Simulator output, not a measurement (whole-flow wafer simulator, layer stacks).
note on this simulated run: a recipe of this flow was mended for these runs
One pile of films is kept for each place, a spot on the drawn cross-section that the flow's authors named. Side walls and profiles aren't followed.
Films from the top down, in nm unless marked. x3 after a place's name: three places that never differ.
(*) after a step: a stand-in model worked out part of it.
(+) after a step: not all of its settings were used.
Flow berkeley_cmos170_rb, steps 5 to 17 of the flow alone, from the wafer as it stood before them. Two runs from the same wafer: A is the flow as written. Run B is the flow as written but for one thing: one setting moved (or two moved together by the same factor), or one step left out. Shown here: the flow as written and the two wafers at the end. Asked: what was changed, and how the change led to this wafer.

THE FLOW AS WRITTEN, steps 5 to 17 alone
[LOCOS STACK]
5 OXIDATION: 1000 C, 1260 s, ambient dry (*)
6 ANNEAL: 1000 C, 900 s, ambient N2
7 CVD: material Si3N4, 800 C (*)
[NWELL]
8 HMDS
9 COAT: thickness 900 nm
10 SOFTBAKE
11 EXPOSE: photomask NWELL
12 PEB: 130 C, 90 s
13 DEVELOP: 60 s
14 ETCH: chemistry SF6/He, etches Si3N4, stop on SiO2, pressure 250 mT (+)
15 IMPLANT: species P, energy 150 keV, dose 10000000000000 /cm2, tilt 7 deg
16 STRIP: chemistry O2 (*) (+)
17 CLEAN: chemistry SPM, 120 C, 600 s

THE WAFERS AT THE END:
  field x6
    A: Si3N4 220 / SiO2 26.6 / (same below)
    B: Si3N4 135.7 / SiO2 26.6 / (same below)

The cause: step 7, CVD: 768 C was run, where the flow has 800 C.

How the change led to this, step by step:
  7 CVD: material Si3N4, 800 C (*)
      field x6, sd_p x3: A Si3N4 +220 (new film) | B Si3N4 +135.7 (new film)
  14 ETCH: chemistry SF6/He, etches Si3N4, stop on SiO2, pressure 250 mT (+)
      field x6: A KrF-resist -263 | B KrF-resist -171.4
      sd_p x3: A Si3N4 -220 (all of it), SiO2 -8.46 | B Si3N4 -135.7 (all of it), SiO2 -8.46
  16 STRIP: chemistry O2 (*) (+)
      field x6: A KrF-resist -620 (all of it) | B KrF-resist -711.6 (all of it)
